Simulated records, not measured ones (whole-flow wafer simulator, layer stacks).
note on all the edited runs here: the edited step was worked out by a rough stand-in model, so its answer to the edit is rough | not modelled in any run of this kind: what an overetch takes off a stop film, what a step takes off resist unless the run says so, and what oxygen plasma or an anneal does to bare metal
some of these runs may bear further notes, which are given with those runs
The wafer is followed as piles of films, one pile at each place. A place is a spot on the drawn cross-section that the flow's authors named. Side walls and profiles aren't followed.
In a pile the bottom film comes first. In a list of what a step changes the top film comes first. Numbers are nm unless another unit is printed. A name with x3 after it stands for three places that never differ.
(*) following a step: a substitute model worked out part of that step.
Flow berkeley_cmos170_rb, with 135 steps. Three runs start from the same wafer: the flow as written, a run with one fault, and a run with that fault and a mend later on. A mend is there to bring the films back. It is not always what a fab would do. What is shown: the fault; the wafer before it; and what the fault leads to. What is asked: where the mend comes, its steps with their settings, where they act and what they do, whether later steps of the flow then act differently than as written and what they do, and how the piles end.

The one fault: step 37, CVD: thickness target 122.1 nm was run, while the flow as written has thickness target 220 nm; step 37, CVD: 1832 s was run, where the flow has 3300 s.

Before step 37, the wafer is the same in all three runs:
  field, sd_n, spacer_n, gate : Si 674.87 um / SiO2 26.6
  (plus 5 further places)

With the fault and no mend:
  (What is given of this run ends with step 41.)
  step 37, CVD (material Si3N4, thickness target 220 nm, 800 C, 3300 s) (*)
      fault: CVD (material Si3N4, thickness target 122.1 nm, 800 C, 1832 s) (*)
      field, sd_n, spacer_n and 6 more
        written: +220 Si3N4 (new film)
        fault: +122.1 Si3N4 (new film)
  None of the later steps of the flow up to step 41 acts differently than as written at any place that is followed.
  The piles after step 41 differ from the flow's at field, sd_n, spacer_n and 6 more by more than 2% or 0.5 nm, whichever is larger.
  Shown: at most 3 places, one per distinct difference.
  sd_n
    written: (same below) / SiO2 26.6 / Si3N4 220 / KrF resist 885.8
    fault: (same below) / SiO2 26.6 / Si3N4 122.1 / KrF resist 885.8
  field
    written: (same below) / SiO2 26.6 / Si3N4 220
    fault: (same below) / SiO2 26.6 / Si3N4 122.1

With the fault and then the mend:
  After step 37 comes the mend.
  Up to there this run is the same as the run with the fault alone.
  step 37a, CVD (material Si3N4, thickness target 97.9 nm, 800 C, 1468 s) (*) (the flow's step 37, run once more with other settings)
      field, sd_n, spacer_n and 6 more
        +97.9 Si3N4
  None of the later steps of the flow acts differently than as written at any place that is followed.
  By the end, the piles equal the flow's at every place that both follow.
